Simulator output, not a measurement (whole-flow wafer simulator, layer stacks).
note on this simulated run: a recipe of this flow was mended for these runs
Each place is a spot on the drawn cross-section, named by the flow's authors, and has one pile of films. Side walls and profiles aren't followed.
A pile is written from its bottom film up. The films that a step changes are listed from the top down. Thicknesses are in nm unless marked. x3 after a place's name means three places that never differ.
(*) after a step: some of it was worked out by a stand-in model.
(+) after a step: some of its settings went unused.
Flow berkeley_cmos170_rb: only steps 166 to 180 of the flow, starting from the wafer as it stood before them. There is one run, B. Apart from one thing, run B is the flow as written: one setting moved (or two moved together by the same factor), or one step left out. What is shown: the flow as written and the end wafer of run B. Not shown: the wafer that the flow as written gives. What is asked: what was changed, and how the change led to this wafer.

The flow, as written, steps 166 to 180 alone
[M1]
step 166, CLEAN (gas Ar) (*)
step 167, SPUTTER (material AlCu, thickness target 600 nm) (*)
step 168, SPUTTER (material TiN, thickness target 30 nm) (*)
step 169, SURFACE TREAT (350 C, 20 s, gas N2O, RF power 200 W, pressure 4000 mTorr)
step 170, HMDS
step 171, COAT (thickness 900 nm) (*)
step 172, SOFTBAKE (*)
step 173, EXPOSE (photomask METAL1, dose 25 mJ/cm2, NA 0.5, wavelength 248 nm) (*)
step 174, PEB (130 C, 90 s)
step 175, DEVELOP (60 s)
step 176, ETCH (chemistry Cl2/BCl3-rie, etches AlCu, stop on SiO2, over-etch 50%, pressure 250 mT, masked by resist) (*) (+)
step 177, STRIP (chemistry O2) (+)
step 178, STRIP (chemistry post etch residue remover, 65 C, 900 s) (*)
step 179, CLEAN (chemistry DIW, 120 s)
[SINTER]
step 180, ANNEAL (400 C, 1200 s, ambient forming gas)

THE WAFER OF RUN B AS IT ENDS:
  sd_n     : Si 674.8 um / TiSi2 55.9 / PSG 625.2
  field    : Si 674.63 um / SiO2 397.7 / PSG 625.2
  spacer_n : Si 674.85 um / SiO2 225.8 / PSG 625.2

The reason: step 167, SPUTTER: thickness target 360 nm was run, whereas the flow has thickness target 600 nm.

How this came from the change, step by step:
  step 167, SPUTTER (material AlCu, thickness target 600 nm) (*)
      field, sd_n, spacer_n, gate, spacer_p, gate_p, m1: AlCu gains 360 (new film) (it would be, as written: AlCu gains 600 (new film))
      sd_p: AlCu gains 323.5 (new film) (it would be, as written: AlCu gains 549.6 (new film))
      (and at 1 other place as well)
  step 168, SPUTTER (material TiN, thickness target 30 nm) (*)
      contact: TiN gains 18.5 (new film) (it would be, as written: TiN gains 16.3 (new film))
  step 171, COAT (thickness 900 nm) (*)
      contact: KrF-resist gains 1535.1 (new film) (it would be, as written: KrF-resist gains 1612.7 (new film))
  step 176, ETCH (chemistry Cl2/BCl3-rie, etches AlCu, stop on SiO2, over-etch 50%, pressure 250 mT, masked by resist) (*) (+)
      field, sd_n, spacer_n, gate, spacer_p, gate_p: TiN loses 30 (all of it), AlCu loses 360 (all of it), PSG loses 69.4 (it would be, as written: TiN loses 30 (all of it), AlCu loses 600 (all of it), PSG loses 39.4)
      sd_p: TiN loses 26.1 (all of it), AlCu loses 323.5 (all of it), PSG loses 74.4 (it would be, as written: TiN loses 25.8 (all of it), AlCu loses 549.6 (all of it), PSG loses 46.2)
  step 177, STRIP (chemistry O2) (+)
      contact: KrF-resist loses 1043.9 (all of it) (it would be, as written: KrF-resist loses 1121.3 (all of it))
